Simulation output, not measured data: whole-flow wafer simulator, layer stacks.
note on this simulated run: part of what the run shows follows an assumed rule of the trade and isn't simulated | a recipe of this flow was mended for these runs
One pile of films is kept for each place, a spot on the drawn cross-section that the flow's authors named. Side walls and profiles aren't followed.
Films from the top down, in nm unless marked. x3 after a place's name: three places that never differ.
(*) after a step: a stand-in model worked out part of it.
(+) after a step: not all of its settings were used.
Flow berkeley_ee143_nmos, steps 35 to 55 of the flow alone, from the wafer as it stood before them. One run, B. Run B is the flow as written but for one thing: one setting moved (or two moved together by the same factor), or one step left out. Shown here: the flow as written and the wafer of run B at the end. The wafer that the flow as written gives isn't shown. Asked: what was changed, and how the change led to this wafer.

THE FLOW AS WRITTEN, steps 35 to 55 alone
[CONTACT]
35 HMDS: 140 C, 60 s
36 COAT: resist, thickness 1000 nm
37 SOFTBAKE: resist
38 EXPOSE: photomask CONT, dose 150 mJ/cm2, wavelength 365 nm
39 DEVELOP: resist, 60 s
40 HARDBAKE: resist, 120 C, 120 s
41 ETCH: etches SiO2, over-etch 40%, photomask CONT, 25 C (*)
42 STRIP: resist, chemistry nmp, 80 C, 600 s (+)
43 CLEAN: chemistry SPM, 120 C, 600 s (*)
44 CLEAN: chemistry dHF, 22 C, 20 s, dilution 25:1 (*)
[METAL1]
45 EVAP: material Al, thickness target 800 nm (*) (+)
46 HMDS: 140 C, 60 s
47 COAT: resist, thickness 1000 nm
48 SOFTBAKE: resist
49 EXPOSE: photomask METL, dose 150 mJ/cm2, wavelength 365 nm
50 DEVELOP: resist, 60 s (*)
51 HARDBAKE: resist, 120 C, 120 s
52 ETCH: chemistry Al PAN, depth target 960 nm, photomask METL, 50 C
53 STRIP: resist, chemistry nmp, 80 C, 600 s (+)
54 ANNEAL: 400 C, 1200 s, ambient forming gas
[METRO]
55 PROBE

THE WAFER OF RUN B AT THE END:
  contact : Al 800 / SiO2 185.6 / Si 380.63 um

The cause: step 41, ETCH: etches SiO2, over-etch 40%, photomask CONT, 25 C (*), was left out.

How the change led to this, step by step:
  43 CLEAN: chemistry SPM, 120 C, 600 s (*)
      contact: nothing (as written it would be: chemical SiO2 +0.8 (new film), Si -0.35)
  44 CLEAN: chemistry dHF, 22 C, 20 s, dilution 25:1 (*)
      contact: SiO2 -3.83 (as written it would be: chemical SiO2 -0.8 (all of it))
  47 COAT: resist, thickness 1000 nm
      sd: resist +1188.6 (new film) (as written it would be: resist +1161.3 (new film))
      contact: resist +1165 (new film) (as written it would be: resist +1301 (new film))
      (and at 1 more place)
  50 DEVELOP: resist, 60 s (*)
      sd: resist -1188.6 (all of it), Al -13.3 (as written it would be: resist -1161.3 (all of it), Al -13.3)
      field: resist -872.5 (all of it), Al -13.3 (as written it would be: resist -854.5 (all of it), Al -13.3)
  51 HARDBAKE: resist, 120 C, 120 s
      contact: resist -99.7 (as written it would be: resist -112.2)
  53 STRIP: resist, chemistry nmp, 80 C, 600 s (+)
      contact: resist -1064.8 (all of it) (as written it would be: resist -1188.4 (all of it))
